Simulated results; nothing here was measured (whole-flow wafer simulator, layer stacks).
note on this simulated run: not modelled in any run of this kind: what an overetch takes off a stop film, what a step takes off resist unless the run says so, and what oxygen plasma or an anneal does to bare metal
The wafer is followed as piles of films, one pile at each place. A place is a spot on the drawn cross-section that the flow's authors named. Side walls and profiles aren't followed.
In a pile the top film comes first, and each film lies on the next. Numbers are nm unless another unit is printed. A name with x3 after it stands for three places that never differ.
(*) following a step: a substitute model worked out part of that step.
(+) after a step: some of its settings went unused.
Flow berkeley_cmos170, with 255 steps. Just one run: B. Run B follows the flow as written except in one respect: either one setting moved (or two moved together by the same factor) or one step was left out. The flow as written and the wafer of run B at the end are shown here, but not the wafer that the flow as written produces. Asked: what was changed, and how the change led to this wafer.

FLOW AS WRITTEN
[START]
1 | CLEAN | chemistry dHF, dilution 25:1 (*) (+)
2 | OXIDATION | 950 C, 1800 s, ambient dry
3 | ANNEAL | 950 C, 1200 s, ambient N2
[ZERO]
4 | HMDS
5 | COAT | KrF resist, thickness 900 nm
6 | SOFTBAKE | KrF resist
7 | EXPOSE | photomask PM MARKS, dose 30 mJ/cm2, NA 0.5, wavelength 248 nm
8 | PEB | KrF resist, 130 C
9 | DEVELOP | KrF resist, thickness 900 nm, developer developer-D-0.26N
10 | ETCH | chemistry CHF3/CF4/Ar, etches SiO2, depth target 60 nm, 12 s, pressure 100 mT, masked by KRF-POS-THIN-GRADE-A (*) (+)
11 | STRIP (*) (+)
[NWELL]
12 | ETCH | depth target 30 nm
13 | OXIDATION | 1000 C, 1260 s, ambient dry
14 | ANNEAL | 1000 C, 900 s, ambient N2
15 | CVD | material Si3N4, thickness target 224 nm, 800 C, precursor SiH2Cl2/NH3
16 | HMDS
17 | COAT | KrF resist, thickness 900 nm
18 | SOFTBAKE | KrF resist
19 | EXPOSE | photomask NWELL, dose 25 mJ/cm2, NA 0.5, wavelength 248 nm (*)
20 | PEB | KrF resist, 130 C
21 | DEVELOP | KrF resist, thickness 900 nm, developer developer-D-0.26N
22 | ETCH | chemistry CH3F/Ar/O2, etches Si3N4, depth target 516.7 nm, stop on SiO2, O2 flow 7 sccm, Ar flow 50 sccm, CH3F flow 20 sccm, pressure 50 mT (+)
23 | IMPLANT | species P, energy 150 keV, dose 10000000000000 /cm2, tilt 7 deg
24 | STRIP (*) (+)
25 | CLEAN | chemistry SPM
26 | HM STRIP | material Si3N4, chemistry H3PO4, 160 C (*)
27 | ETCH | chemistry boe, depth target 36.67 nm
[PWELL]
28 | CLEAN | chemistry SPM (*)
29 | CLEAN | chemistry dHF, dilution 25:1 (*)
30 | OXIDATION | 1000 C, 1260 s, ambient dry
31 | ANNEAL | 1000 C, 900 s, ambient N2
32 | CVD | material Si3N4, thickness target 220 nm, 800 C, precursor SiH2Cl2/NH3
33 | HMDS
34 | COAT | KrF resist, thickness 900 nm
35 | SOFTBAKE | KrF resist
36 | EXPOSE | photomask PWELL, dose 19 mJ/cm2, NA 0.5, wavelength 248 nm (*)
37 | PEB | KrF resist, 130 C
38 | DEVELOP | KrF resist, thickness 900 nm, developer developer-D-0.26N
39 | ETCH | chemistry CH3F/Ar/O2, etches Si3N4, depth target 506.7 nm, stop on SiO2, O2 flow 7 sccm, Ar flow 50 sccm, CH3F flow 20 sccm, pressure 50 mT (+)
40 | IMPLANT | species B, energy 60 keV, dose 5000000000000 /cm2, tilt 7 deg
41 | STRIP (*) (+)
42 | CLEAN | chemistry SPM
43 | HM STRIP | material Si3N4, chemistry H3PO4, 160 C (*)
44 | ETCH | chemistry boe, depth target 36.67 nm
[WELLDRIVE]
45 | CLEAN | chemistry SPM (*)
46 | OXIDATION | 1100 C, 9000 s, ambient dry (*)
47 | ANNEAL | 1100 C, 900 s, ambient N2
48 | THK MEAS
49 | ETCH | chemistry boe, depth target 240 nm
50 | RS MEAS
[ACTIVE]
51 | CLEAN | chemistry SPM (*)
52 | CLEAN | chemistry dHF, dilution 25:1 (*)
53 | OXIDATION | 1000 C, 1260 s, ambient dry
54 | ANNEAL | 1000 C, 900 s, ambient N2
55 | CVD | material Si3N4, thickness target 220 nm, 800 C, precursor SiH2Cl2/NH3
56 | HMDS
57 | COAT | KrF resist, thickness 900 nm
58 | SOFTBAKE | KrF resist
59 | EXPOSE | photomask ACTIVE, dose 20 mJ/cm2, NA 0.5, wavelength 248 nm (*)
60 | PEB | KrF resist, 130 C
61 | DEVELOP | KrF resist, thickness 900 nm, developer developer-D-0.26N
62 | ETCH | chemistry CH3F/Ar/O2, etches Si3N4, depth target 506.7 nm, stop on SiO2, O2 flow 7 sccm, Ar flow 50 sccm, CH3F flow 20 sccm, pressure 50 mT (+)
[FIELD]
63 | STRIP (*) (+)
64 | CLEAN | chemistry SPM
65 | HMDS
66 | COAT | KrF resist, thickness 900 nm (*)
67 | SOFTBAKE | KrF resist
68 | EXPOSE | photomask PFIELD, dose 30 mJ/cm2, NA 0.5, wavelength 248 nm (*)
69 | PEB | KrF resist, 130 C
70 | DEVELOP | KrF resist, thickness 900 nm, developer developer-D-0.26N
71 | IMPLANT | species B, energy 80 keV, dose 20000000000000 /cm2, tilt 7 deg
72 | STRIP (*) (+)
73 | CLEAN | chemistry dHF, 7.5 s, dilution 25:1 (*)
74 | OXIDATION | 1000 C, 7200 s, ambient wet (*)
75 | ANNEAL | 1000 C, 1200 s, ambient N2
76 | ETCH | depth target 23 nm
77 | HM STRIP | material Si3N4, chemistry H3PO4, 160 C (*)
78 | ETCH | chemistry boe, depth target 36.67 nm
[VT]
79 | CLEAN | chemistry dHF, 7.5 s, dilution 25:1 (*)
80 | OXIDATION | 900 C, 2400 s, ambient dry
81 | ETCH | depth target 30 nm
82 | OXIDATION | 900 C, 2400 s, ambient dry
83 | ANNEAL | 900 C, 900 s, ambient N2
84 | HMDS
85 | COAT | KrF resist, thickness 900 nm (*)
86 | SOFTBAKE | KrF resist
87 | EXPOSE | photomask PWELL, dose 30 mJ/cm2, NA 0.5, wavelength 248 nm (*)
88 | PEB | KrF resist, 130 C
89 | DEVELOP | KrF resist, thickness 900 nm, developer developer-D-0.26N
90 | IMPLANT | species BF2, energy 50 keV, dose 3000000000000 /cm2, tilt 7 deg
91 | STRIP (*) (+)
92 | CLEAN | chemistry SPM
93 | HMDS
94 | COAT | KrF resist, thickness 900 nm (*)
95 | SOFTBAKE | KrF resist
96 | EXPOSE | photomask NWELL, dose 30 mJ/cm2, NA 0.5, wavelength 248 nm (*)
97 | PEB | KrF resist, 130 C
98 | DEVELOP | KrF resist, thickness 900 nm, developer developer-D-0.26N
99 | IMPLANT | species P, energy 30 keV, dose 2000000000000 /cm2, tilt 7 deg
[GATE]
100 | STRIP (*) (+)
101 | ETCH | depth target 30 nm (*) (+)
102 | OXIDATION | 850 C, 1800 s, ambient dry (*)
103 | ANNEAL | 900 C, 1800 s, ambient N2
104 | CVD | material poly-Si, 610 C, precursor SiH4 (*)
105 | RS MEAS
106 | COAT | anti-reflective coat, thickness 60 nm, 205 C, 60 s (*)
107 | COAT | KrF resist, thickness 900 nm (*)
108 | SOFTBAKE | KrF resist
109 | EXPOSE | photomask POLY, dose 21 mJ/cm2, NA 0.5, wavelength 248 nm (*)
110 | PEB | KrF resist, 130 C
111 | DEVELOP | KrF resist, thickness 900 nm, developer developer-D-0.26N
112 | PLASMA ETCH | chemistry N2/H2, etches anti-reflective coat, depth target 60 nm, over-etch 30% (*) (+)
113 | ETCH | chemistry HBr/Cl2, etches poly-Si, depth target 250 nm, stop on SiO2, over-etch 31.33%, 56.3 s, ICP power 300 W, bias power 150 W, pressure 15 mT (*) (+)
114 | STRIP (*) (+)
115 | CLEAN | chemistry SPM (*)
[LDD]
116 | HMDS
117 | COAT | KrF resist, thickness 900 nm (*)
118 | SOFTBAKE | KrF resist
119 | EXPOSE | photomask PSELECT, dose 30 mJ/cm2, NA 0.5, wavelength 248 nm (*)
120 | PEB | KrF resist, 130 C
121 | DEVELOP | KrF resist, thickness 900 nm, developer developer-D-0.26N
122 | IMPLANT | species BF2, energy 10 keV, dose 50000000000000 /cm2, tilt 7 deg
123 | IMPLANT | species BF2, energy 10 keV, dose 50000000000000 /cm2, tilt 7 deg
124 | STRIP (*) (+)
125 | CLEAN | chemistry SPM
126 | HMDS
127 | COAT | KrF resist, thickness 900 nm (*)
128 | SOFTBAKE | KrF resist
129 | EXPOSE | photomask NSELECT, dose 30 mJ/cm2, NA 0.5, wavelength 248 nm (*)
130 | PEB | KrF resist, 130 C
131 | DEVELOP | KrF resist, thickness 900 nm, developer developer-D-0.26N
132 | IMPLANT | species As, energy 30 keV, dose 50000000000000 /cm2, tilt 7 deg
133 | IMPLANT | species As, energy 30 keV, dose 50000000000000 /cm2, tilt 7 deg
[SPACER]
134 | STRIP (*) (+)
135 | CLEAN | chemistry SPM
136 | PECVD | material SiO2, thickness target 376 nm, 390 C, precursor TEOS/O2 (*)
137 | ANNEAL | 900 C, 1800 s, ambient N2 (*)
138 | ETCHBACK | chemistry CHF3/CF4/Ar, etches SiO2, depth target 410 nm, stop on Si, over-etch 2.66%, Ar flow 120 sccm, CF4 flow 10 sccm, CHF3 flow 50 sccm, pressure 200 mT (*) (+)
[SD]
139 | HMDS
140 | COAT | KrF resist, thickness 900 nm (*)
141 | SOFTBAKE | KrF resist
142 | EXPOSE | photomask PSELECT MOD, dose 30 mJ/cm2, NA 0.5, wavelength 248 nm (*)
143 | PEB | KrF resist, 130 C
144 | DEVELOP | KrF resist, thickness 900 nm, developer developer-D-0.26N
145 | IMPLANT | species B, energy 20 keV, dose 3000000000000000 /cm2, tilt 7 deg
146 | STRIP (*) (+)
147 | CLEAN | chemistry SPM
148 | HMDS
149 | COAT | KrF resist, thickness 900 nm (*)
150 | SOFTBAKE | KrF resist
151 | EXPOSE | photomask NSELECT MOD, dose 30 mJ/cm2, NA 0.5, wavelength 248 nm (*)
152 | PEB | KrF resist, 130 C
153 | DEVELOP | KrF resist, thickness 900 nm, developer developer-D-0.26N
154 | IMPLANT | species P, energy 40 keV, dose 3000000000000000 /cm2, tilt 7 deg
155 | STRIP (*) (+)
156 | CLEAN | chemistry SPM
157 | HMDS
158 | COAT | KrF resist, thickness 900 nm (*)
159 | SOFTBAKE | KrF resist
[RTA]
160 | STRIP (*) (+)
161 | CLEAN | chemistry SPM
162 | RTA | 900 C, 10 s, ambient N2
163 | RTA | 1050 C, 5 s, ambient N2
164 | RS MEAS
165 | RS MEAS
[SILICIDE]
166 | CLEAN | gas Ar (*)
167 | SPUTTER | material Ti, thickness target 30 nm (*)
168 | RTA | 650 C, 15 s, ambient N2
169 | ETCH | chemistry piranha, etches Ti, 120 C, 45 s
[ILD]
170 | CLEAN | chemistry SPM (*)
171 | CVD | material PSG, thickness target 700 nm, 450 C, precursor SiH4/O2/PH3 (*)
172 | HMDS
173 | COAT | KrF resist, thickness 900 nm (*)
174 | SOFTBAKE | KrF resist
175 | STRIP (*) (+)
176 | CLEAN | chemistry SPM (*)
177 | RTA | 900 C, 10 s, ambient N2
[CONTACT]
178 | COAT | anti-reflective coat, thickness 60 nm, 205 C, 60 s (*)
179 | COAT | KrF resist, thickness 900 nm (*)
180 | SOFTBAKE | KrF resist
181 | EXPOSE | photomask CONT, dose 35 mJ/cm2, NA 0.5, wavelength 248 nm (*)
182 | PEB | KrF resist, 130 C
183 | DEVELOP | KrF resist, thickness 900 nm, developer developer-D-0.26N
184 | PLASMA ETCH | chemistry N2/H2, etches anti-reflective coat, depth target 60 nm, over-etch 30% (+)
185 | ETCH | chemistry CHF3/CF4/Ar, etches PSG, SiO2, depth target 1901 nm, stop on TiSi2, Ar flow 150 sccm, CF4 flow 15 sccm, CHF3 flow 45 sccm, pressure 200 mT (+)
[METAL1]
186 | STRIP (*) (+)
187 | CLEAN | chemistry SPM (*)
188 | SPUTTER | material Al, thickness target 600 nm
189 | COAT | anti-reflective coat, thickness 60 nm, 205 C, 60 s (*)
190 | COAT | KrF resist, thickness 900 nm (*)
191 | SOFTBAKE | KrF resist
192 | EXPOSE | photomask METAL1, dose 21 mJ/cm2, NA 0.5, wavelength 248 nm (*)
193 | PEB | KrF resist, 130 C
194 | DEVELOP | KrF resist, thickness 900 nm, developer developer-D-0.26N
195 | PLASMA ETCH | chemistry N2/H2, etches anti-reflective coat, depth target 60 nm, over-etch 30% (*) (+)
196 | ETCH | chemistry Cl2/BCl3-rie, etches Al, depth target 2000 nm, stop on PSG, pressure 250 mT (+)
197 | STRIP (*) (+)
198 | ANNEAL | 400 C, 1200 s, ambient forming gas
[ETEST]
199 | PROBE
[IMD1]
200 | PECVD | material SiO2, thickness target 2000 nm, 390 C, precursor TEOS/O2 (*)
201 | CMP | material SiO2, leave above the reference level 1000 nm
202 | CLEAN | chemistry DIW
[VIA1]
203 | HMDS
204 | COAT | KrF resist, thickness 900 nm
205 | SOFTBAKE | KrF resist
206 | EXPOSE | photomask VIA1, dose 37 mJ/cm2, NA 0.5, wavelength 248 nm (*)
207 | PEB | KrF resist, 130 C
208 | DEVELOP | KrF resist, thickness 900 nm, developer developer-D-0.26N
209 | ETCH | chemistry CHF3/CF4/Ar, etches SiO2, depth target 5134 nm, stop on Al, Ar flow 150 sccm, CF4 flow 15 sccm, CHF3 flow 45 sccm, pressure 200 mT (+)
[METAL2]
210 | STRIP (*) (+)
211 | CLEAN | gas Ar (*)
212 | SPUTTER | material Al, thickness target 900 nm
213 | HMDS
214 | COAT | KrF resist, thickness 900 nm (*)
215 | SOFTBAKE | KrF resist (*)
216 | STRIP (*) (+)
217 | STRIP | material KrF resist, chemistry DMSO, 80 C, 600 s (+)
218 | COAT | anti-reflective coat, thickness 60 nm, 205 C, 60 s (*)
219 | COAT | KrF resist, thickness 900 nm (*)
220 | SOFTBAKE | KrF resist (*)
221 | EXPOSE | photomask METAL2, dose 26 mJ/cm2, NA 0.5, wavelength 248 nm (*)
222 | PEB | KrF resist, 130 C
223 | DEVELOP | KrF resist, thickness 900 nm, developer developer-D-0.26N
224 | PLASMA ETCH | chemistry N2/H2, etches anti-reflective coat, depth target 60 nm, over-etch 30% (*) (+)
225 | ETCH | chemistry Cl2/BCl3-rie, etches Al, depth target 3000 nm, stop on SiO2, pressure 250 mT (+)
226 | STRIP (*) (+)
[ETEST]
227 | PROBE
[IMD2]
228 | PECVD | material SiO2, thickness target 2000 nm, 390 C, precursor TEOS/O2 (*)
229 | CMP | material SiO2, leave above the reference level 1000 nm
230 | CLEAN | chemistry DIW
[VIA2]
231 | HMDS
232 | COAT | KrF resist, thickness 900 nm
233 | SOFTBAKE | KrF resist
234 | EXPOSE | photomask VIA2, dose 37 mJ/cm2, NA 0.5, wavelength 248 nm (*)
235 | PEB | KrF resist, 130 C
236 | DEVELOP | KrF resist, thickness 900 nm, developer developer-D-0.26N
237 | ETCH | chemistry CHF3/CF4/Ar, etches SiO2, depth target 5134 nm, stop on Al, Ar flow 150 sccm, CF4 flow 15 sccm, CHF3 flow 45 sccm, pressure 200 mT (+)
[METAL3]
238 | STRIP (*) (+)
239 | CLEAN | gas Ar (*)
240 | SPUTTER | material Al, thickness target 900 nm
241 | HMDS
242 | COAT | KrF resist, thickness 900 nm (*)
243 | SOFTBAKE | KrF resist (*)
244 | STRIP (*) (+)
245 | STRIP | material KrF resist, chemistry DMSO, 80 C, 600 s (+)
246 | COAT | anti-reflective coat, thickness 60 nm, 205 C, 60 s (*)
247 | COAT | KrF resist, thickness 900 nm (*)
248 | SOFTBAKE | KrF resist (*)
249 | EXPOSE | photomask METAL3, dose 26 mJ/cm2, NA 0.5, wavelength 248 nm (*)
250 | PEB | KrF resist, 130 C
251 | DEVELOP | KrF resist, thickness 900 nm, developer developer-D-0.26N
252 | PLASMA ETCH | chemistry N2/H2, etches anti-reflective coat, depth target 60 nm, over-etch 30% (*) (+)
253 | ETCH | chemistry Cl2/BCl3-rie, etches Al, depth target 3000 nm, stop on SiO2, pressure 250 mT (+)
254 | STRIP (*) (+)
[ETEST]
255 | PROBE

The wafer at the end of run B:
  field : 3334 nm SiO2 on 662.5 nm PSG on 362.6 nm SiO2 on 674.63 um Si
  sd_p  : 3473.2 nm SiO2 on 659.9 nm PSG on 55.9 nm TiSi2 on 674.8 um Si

Cause: step 81, ETCH: depth target 48 nm was run, whereas the flow has depth target 30 nm.

The path from the change to this, step by step:
  81 | ETCH | depth target 30 nm
      field: SiO2 loses 48 (it would be, as written: SiO2 loses 30)
  106 | COAT | anti-reflective coat, thickness 60 nm, 205 C, 60 s (*)
      sd_n: anti-reflective coat gains 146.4 (new film) (it would be, as written: anti-reflective coat gains 158.6 (new film))
      spacer_n: anti-reflective coat gains 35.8 (new film) (it would be, as written: anti-reflective coat gains 31.5 (new film))
      (as well as at 6 more places)
  112 | PLASMA ETCH | chemistry N2/H2, etches anti-reflective coat, depth target 60 nm, over-etch 30% (*) (+)
      sd_n: anti-reflective coat loses 146.4 (all of it), poly-Si loses 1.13 (it would be, as written: anti-reflective coat loses 158.6 (all of it), poly-Si loses 1.22)
      spacer_n: anti-reflective coat loses 35.8 (all of it), poly-Si loses 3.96 (it would be, as written: anti-reflective coat loses 31.5 (all of it), poly-Si loses 4.48)
      (as well as at 4 more places)
  114 | STRIP (*) (+)
      gate_n: chemical SiO2 gains 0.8 (new film), KrF resist loses 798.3 (all of it), anti-reflective coat loses 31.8 (all of it), poly-Si loses 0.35 (it would be, as written: chemical SiO2 gains 0.8 (new film), KrF resist loses 812.6 (all of it), anti-reflective coat loses 27.3 (all of it), poly-Si loses 0.35)
      gate_p: chemical SiO2 gains 0.8 (new film), KrF resist loses 772.9 (all of it), anti-reflective coat loses 32.7 (all of it), poly-Si loses 0.35 (it would be, as written: chemical SiO2 gains 0.8 (new film), KrF resist loses 782.1 (all of it), anti-reflective coat loses 29.6 (all of it), poly-Si loses 0.35)
  178 | COAT | anti-reflective coat, thickness 60 nm, 205 C, 60 s (*)
      sd_n: anti-reflective coat gains 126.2 (new film) (it would be, as written: anti-reflective coat gains 135.1 (new film))
      gate_n: anti-reflective coat gains 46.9 (new film) (it would be, as written: anti-reflective coat gains 48.3 (new film))
      (as well as at 3 more places)
  186 | STRIP (*) (+)
      sd_n: KrF resist loses 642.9 (all of it), anti-reflective coat loses 126.2 (all of it) (it would be, as written: KrF resist loses 643.8 (all of it), anti-reflective coat loses 135.1 (all of it))
      gate_n: KrF resist loses 544.9 (all of it), anti-reflective coat loses 46.9 (all of it) (it would be, as written: KrF resist loses 553.1 (all of it), anti-reflective coat loses 48.3 (all of it))
      (as well as at 3 more places)
  189 | COAT | anti-reflective coat, thickness 60 nm, 205 C, 60 s (*)
      field: anti-reflective coat gains 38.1 (new film) (it would be, as written: anti-reflective coat gains 38.9 (new film))
      sd_p: anti-reflective coat gains 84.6 (new film) (it would be, as written: anti-reflective coat gains 86.5 (new film))
      (as well as at 1 more place)
  195 | PLASMA ETCH | chemistry N2/H2, etches anti-reflective coat, depth target 60 nm, over-etch 30% (*) (+)
      contact, m1, via1, m2, via2: KrF resist loses 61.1 (it would be, as written: KrF resist loses 62.5)
      field: anti-reflective coat loses 38.1 (all of it) (it would be, as written: anti-reflective coat loses 38.9 (all of it))
      (as well as at 1 more place)
  197 | STRIP (*) (+)
      m2: KrF resist loses 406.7 (all of it), anti-reflective coat loses 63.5 (all of it) (it would be, as written: KrF resist loses 412.9 (all of it), anti-reflective coat loses 61.1 (all of it))
  201 | CMP | material SiO2, leave above the reference level 1000 nm
      field: SiO2 loses 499 (it would be, as written: SiO2 loses 517)
